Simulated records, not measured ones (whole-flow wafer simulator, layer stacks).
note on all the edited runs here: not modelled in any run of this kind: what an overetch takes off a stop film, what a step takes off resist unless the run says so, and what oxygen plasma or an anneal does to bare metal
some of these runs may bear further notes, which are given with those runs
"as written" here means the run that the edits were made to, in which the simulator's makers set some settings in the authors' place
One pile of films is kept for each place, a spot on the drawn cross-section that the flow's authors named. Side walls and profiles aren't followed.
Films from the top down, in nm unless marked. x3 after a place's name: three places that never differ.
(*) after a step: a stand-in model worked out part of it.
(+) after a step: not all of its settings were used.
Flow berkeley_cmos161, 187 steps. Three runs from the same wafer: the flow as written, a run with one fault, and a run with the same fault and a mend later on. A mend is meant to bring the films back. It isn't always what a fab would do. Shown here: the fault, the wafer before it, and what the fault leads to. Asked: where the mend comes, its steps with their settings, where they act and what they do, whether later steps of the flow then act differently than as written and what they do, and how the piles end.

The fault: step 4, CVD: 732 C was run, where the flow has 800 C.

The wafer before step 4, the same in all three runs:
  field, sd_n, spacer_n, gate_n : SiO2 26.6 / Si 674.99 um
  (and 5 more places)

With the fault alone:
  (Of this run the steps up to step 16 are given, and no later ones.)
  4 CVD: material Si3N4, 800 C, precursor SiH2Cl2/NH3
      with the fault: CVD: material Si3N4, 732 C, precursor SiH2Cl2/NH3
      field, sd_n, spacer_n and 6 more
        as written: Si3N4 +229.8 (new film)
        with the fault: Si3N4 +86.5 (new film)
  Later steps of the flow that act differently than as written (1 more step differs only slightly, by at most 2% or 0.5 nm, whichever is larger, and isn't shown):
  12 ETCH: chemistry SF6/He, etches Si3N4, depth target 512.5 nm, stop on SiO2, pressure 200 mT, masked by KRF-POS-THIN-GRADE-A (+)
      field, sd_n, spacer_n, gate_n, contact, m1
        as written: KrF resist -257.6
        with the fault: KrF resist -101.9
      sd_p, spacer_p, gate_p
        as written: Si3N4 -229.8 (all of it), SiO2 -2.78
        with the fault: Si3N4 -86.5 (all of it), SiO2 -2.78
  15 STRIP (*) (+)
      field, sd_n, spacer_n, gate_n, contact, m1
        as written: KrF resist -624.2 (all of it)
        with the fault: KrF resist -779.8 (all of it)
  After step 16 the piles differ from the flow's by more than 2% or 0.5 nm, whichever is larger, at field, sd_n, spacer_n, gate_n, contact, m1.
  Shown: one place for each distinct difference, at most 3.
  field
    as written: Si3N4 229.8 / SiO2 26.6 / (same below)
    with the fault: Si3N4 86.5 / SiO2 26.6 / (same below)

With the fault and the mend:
  The mend comes after step 11.
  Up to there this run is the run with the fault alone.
  11a STRIP (*) (+)
      field, sd_n, spacer_n, gate_n, contact, m1
        KrF resist -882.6 (all of it)
  11b CLEAN: chemistry SC1/SC2 (*) (the flow's step 1 once more)
      changes no film at any place that is followed
  11c CVD: material Si3N4, 800 C, precursor SiH2Cl2/NH3 (the flow's step 4 once more, with other settings that aren't printed)
      field, sd_n, spacer_n and 6 more
        Si3N4 +143.3
  11d HMDS (the flow's step 5 once more)
      changes no film at any place that is followed
  11e COAT: KrF resist, thickness 900 nm (the flow's step 6 once more)
      field, sd_n, spacer_n and 6 more
        KrF resist +900 (new film)
  11f SOFTBAKE: KrF resist (the flow's step 7 once more)
      changes no film at any place that is followed
  11g EXPOSE: photomask NWELL, dose 25 mJ/cm2, NA 0.35, wavelength 248 nm (*) (the flow's step 8 once more)
      changes no film at any place that is followed
  11h PEB: KrF resist, 130 C (the flow's step 9 once more)
      field, sd_n, spacer_n and 6 more
        KrF resist -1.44
  11i DEVELOP: KrF resist, thickness 900 nm, developer developer-D-0.26N (the flow's step 10 once more)
      field, sd_n, spacer_n, gate_n, contact, m1
        KrF resist -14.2
      sd_p, spacer_p, gate_p
        KrF resist -898.6 (all of it)
  11j HARDBAKE: 120 C, 3600 s (the flow's step 11 once more)
      field, sd_n, spacer_n, gate_n, contact, m1
        KrF resist -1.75
  No later step of the flow acts differently than as written, at any place that is followed, by more than 2% or 0.5 nm, whichever is larger.
  At the end the piles are the same as the flow's at every place that both follow.
